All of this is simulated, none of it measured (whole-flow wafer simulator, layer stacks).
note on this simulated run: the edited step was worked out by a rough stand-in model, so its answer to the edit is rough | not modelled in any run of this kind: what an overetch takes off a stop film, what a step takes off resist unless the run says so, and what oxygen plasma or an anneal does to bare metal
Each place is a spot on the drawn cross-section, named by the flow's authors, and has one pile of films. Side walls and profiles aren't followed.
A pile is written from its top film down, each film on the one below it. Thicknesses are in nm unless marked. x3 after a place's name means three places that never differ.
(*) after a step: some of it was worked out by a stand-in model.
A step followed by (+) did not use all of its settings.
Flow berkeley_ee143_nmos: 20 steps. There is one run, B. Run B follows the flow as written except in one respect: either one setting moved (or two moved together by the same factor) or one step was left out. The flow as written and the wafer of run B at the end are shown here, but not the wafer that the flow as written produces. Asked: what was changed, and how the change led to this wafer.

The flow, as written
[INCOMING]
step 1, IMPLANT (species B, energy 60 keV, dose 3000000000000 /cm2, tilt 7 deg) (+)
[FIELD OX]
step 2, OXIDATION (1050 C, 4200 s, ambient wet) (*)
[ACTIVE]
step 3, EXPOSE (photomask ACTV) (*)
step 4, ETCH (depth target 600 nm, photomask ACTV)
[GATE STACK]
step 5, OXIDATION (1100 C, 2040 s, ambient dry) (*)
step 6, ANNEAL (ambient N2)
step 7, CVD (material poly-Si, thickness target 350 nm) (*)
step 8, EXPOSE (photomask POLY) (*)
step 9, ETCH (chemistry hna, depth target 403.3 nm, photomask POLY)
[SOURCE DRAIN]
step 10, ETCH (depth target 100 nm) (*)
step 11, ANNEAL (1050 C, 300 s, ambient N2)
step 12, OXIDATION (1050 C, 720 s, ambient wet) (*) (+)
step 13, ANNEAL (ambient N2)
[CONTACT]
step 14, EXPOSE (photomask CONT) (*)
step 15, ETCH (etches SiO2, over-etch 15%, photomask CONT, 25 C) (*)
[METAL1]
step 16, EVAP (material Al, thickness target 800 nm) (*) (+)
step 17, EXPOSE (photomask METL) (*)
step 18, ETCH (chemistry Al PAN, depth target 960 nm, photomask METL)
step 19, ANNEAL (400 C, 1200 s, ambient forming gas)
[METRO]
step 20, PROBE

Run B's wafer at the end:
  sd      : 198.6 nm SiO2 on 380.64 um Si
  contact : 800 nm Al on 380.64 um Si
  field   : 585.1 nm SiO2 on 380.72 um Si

What caused this: step 10, ETCH: depth target 58 nm was run, though the flow has depth target 100 nm.

How this came from the change, step by step:
  step 10, ETCH (depth target 100 nm) (*)
      sd, contact: SiO2 loses 58 (in the flow as written it would be: SiO2 loses 79.7 (all of it))
      field: SiO2 loses 58 (in the flow as written it would be: SiO2 loses 100)
  step 12, OXIDATION (1050 C, 720 s, ambient wet) (*) (+)
      sd, contact: SiO2 gains 176.9, Si loses 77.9 (in the flow as written it would be: SiO2 gains 189.4 (new film), Si loses 83.4)
      field: SiO2 gains 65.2, Si loses 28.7 (in the flow as written it would be: SiO2 gains 69.1, Si loses 30.4)
  step 15, ETCH (etches SiO2, over-etch 15%, photomask CONT, 25 C) (*)
      contact: SiO2 loses 198.6 (all of it) (in the flow as written it would be: SiO2 loses 189.4 (all of it))
